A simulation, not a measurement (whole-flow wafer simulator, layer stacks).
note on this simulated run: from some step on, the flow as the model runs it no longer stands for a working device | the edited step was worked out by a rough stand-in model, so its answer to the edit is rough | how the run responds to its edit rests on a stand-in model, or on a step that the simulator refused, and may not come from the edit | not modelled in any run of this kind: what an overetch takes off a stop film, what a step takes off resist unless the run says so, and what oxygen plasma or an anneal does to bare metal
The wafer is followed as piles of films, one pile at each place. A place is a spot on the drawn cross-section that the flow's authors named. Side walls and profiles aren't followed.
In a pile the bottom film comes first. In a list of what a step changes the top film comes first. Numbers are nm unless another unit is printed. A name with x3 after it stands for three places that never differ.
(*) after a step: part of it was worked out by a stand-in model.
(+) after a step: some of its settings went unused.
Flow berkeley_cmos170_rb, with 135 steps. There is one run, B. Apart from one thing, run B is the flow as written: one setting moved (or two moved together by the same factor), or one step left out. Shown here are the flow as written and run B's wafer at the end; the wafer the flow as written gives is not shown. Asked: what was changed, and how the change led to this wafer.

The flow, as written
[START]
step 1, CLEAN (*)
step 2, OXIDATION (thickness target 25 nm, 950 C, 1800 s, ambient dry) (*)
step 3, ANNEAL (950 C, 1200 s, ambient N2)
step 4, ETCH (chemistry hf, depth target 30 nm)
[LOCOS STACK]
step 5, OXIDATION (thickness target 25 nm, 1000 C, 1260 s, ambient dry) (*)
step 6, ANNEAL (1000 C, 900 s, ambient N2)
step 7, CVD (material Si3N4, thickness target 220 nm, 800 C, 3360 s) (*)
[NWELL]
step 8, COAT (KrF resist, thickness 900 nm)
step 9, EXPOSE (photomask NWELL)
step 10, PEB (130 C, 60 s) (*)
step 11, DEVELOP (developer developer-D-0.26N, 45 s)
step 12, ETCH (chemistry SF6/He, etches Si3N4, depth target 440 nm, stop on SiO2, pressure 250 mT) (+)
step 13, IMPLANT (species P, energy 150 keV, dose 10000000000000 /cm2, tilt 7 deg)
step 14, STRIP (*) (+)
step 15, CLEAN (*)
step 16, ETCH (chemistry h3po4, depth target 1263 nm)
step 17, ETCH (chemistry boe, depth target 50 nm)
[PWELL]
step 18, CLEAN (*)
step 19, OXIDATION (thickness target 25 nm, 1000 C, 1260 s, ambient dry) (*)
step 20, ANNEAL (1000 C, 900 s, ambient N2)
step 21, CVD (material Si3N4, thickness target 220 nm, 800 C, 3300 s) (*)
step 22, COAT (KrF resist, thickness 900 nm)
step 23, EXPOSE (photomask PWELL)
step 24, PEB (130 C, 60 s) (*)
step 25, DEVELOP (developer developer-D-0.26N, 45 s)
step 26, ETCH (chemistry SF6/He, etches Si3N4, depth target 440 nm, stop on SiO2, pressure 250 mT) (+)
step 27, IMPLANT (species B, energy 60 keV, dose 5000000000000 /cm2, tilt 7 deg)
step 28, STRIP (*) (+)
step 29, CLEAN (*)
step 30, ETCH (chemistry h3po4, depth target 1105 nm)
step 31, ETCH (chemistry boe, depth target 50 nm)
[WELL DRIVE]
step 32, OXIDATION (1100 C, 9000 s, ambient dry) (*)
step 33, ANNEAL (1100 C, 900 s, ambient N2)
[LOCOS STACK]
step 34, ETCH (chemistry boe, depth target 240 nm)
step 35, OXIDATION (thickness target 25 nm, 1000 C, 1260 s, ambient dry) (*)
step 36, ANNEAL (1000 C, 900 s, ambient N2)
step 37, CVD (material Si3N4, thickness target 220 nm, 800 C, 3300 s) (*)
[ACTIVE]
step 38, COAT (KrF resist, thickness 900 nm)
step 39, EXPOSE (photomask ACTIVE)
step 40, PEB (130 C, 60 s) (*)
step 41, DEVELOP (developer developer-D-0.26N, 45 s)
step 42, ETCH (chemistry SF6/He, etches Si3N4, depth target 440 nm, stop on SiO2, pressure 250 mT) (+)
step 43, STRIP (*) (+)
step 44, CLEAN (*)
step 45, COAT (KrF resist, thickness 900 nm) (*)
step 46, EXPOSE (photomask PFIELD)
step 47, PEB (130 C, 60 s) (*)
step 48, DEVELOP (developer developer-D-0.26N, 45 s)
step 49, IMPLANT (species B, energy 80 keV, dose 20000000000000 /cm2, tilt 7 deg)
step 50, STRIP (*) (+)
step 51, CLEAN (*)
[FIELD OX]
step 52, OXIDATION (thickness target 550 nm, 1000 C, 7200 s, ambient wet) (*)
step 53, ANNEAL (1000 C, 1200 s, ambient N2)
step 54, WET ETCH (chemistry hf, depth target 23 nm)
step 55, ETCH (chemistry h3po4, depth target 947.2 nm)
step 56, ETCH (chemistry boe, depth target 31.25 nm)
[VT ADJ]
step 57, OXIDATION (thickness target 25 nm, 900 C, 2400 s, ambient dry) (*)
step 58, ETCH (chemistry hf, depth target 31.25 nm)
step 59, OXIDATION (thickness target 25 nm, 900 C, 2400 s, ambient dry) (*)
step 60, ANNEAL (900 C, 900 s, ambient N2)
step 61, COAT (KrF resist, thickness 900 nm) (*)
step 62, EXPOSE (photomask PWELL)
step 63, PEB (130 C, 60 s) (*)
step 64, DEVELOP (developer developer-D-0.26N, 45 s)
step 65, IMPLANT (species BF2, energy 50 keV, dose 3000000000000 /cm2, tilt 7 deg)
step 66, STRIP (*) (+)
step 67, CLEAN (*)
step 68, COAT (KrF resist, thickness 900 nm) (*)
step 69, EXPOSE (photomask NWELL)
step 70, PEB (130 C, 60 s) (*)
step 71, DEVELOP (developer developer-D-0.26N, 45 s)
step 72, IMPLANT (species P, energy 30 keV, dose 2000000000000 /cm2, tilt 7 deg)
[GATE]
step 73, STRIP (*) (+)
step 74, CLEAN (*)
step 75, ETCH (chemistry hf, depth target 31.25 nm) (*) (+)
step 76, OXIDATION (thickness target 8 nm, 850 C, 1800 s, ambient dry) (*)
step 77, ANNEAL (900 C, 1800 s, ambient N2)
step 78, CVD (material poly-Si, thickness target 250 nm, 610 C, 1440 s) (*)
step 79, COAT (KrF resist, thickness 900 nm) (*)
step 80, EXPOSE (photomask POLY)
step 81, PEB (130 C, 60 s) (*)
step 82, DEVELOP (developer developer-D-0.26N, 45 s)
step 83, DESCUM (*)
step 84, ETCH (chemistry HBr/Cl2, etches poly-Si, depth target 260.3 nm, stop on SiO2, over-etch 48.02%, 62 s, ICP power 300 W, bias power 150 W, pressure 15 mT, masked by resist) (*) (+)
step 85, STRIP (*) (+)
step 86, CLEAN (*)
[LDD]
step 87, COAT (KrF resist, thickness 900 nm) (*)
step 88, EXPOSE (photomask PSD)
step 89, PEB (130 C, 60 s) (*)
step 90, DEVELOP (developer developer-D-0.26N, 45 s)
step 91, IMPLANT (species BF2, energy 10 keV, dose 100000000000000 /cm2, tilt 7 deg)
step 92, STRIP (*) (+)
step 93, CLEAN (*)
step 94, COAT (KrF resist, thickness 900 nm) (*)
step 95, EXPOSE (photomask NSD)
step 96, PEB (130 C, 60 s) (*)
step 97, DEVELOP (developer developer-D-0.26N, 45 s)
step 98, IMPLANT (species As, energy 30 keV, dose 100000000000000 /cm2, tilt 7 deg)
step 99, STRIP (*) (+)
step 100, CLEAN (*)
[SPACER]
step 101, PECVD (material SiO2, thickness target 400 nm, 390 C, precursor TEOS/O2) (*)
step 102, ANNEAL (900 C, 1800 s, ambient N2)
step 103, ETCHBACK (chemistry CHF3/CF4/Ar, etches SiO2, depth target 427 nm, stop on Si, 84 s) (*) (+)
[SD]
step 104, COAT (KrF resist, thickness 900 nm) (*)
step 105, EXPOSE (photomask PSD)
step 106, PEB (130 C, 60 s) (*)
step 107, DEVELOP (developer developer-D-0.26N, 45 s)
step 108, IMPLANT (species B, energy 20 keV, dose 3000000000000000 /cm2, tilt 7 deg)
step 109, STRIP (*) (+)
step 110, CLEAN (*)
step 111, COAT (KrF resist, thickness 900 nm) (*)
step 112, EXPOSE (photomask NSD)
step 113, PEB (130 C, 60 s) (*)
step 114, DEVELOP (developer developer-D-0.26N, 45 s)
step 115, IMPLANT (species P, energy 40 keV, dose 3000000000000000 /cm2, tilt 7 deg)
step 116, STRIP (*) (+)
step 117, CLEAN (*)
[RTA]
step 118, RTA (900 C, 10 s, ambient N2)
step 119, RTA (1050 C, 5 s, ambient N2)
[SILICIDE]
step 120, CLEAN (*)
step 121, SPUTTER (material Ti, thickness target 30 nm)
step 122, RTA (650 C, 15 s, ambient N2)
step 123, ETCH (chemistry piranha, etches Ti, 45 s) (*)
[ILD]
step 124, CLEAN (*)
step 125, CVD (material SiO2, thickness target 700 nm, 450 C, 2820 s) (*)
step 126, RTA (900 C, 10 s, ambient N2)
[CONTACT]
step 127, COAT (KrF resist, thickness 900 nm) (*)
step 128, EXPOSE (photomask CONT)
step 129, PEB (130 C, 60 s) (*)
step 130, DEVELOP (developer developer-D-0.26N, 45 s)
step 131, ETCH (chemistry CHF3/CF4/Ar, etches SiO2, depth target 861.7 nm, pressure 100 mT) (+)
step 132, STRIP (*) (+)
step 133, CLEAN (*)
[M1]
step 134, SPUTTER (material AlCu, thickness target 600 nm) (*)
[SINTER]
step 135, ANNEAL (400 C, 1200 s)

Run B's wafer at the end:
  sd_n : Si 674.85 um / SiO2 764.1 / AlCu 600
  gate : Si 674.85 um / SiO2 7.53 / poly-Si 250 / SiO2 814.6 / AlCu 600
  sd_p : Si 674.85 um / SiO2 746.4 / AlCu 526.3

The reason: step 103, ETCHBACK: depth target 342 nm was run, whereas the flow has depth target 427 nm.

The path from the change to this, step by step:
  step 103, ETCHBACK (chemistry CHF3/CF4/Ar, etches SiO2, depth target 427 nm, stop on Si, 84 s) (*) (+)
      sd_n, contact, m1: SiO2 loses 342 (it would be, as written: SiO2 loses 406.1 (all of it))
      spacer_n, spacer_p: nothing (it would be, as written: SiO2 loses 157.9)
      (and at 4 other places as well)
  step 104, COAT (KrF resist, thickness 900 nm) (*)
      sd_n: KrF resist gains 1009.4 (new film) (it would be, as written: KrF resist gains 982.1 (new film))
      spacer_n: KrF resist gains 730.6 (new film) (it would be, as written: KrF resist gains 766.3 (new film))
      (and at 6 other places as well)
  step 107, DEVELOP (developer developer-D-0.26N, 45 s)
      sd_p: KrF resist loses 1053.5 (all of it) (it would be, as written: KrF resist loses 990.7 (all of it))
      spacer_p: KrF resist loses 729.4 (all of it) (it would be, as written: KrF resist loses 767.7 (all of it))
      (and at 1 other place as well)
  step 109, STRIP (*) (+)
      sd_n: KrF resist loses 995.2 (all of it) (it would be, as written: KrF resist loses 967.9 (all of it))
      spacer_n: KrF resist loses 716.4 (all of it) (it would be, as written: KrF resist loses 752.1 (all of it))
      (and at 3 other places as well)
  step 111, COAT (KrF resist, thickness 900 nm) (*)
      sd_n: KrF resist gains 1009.4 (new film) (it would be, as written: KrF resist gains 982.1 (new film))
      spacer_n: KrF resist gains 730.6 (new film) (it would be, as written: KrF resist gains 766.3 (new film))
      (and at 6 other places as well)
  step 114, DEVELOP (developer developer-D-0.26N, 45 s)
      sd_n: KrF resist loses 1009.4 (all of it) (it would be, as written: KrF resist loses 982.1 (all of it))
      spacer_n: KrF resist loses 730.6 (all of it) (it would be, as written: KrF resist loses 766.3 (all of it))
      (and at 2 other places as well)
  step 116, STRIP (*) (+)
      sd_p: KrF resist loses 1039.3 (all of it) (it would be, as written: KrF resist loses 976.5 (all of it))
      spacer_p: KrF resist loses 715.2 (all of it) (it would be, as written: KrF resist loses 753.5 (all of it))
      (and at 2 other places as well)
  step 121, SPUTTER (material Ti, thickness target 30 nm)
      gate, gate_p: Ti gains 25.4 (new film) (it would be, as written: Ti gains 30 (new film))
      sd_p: Ti gains 25.5 (new film) (it would be, as written: Ti gains 27.1 (new film))
  step 122, RTA (650 C, 15 s, ambient N2)
      sd_n, contact, m1: nothing (it would be, as written: Ti loses 23.4, TiSi first gains 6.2 (new film), TiSi2 C49 gains 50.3 (new film), Si loses 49)
      gate, gate_p: nothing (it would be, as written: Ti loses 23.4, TiSi first gains 6.2 (new film), TiSi2 C49 gains 50.3 (new film), poly-Si loses 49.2)
      (and at 1 other place as well)
  step 123, ETCH (chemistry piranha, etches Ti, 45 s) (*)
      sd_n, contact, m1: Ti loses 30 (all of it) (it would be, as written: Ti loses 6.6 (all of it))
      gate, gate_p: Ti loses 25.4 (all of it) (it would be, as written: Ti loses 6.6 (all of it))
      (and at 1 other place as well)
  step 125, CVD (material SiO2, thickness target 700 nm, 450 C, 2820 s) (*)
      sd_n, sd_p, contact, m1: SiO2 gains 700 (it would be, as written: SiO2 gains 700 (new film))
      gate, gate_p: SiO2 gains 756.6 (it would be, as written: SiO2 gains 700 (new film))
  step 126, RTA (900 C, 10 s, ambient N2)
      sd_n, contact, m1: nothing (it would be, as written: under 1 film: TiSi2 gains 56 (new film), TiSi first loses 6.2 (all of it), TiSi2 C49 loses 50.3 (all of it), Si loses 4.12)
      gate, gate_p: nothing (it would be, as written: under 1 film: TiSi2 gains 56 (new film), TiSi first loses 6.2 (all of it), TiSi2 C49 loses 50.3 (all of it), poly-Si loses 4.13)
      (and at 1 other place as well)
  step 127, COAT (KrF resist, thickness 900 nm) (*)
      sd_n: KrF resist gains 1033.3 (new film) (it would be, as written: KrF resist gains 1010 (new film))
      spacer_n: KrF resist gains 775.3 (new film) (it would be, as written: KrF resist gains 819.8 (new film))
      (and at 2 other places as well)
  step 131, ETCH (chemistry CHF3/CF4/Ar, etches SiO2, depth target 861.7 nm, pressure 100 mT) (+)
      contact: SiO2 loses 764.1 (all of it), Si loses 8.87 (it would be, as written: SiO2 loses 700 (all of it), TiSi2 loses 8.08)
  step 132, STRIP (*) (+)
      sd_n: KrF resist loses 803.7 (all of it) (it would be, as written: KrF resist loses 780.4 (all of it))
      spacer_n: KrF resist loses 545.7 (all of it) (it would be, as written: KrF resist loses 590.2 (all of it))
      (and at 3 other places as well)
  step 134, SPUTTER (material AlCu, thickness target 600 nm) (*)
      sd_p: AlCu gains 526.3 (new film) (it would be, as written: AlCu gains 545.9 (new film))
      contact: AlCu gains 399.6 (new film) (it would be, as written: AlCu gains 415.1 (new film))
